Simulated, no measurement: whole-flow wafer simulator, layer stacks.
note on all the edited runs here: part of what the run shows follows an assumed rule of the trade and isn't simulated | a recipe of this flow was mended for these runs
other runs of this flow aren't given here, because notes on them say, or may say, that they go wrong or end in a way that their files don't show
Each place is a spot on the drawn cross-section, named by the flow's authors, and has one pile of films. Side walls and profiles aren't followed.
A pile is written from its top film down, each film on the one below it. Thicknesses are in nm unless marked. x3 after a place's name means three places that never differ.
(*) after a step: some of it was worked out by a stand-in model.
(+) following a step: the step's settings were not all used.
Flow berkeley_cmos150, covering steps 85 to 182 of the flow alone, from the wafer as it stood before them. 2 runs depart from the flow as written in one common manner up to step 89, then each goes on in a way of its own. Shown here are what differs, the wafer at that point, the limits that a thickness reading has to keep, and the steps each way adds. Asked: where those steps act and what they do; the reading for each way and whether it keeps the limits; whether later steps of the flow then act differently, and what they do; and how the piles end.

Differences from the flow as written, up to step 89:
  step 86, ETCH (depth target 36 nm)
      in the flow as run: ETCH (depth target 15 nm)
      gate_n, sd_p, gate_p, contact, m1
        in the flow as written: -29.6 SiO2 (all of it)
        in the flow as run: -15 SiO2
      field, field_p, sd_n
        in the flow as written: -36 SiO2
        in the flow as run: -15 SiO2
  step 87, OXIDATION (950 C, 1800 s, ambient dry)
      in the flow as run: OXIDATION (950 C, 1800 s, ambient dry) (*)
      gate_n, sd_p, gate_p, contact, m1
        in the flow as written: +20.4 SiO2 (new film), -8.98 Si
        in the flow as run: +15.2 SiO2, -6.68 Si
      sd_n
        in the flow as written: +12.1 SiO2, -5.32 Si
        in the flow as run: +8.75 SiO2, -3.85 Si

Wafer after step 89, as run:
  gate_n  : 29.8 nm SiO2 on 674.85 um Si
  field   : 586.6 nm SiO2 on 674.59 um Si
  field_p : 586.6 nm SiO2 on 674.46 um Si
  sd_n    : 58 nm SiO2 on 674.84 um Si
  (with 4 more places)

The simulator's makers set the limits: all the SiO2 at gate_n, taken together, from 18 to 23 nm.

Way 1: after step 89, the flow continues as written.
  Reading after step 89: 29.8 nm, not within the limits.
  Steps later in the flow that act otherwise than as written (30 other steps are not shown; they differ only slightly, by no more than 2% or 0.5 nm, whichever is larger):
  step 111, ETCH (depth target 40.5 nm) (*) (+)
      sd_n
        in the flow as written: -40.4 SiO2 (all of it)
        going this way: -40.5 SiO2
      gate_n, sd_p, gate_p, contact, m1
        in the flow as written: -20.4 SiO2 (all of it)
        going this way: -29.8 SiO2 (all of it)
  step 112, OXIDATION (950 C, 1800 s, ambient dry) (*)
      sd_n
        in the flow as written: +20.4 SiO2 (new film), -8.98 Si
        going this way: +13.4 SiO2, -5.89 Si
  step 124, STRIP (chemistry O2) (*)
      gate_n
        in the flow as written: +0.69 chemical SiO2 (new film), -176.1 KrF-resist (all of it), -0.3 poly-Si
        going this way: +0.69 chemical SiO2 (new film), -183.1 KrF-resist (all of it), -0.3 poly-Si
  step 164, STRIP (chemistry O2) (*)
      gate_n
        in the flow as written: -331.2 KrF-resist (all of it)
        going this way: -338.8 KrF-resist (all of it)
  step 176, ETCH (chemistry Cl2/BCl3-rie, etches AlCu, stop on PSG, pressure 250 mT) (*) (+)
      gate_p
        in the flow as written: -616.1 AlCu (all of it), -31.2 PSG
        going this way: -608.2 AlCu (all of it), -32.2 PSG
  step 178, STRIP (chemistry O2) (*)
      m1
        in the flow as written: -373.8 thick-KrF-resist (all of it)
        going this way: -382.6 thick-KrF-resist (all of it)
  At field, field_p, sd_n, the piles at the end differ from the flow's by more than 2% or 0.5 nm, whichever is larger.
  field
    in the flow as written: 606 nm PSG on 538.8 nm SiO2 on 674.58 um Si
    going this way: 606 nm PSG on 559.5 nm SiO2 on 674.58 um Si
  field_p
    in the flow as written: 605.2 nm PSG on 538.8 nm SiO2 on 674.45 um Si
    going this way: 605.2 nm PSG on 559.5 nm SiO2 on 674.45 um Si
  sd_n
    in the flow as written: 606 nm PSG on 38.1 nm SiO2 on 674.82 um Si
    going this way: 606 nm PSG on 48.4 nm SiO2 on 674.82 um Si

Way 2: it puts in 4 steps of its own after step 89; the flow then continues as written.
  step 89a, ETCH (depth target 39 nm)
      gate_n, sd_p, gate_p, contact, m1
        -29.8 SiO2 (all of it)
      field, field_p, sd_n
        -39 SiO2
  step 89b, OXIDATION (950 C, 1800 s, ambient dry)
      gate_n, sd_p, gate_p, contact, m1
        +20.4 SiO2 (new film), -8.98 Si
      field, field_p
        +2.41 SiO2, -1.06 Si
      sd_n
        +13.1 SiO2, -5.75 Si
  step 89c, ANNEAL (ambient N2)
      does not change any film at any place that is followed
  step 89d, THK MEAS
      does not change any film at any place that is followed
  Reading after step 89d: 20.4 nm, inside the limits.
  Steps later in the flow that act otherwise than as written (33 other steps are not shown; they differ only slightly, by no more than 2% or 0.5 nm, whichever is larger):
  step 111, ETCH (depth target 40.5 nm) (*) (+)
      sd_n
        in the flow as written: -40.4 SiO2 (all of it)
        going this way: -32.1 SiO2 (all of it)
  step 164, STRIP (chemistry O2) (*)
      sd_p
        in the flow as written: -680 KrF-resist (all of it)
        going this way: -666.1 KrF-resist (all of it)
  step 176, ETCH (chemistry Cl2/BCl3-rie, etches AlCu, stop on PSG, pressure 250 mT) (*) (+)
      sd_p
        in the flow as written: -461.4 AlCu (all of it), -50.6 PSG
        going this way: -471 AlCu (all of it), -49.4 PSG
  At field, field_p, the piles at the end differ from the flow's by more than 2% or 0.5 nm, whichever is larger.
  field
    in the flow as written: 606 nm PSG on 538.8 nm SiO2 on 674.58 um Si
    going this way: 606 nm PSG on 523.4 nm SiO2 on 674.58 um Si
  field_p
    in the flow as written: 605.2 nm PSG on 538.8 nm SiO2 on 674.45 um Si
    going this way: 605.2 nm PSG on 523.3 nm SiO2 on 674.45 um Si

Inside the limits: way 2. Outside the limits: way 1.
